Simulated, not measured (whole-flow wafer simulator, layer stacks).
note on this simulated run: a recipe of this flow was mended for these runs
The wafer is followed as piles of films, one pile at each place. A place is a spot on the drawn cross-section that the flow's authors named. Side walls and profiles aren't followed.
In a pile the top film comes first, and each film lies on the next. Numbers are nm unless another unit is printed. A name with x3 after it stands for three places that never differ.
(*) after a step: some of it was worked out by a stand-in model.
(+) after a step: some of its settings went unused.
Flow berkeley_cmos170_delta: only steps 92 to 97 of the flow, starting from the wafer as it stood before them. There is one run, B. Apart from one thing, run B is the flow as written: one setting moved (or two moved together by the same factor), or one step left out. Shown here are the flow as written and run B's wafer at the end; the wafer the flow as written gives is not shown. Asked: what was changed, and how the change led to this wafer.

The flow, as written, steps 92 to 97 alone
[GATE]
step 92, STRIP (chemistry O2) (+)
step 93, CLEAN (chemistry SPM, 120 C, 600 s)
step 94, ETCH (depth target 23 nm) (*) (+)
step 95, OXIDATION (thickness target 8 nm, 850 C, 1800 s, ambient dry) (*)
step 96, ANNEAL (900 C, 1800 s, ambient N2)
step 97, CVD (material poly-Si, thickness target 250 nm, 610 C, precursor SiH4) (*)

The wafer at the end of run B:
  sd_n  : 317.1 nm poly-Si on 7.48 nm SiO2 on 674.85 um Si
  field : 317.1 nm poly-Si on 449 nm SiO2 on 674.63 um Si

Cause: step 97, CVD: 622 C was run, while the flow as written has 610 C.

Step by step, how the change led to this:
  step 97, CVD (material poly-Si, thickness target 250 nm, 610 C, precursor SiH4) (*)
      field, sd_n, spacer_n, gate, sd_p, spacer_p x2, contact, m1: +317.1 poly-Si (new film) (in the flow as written it would be: +250 poly-Si (new film))
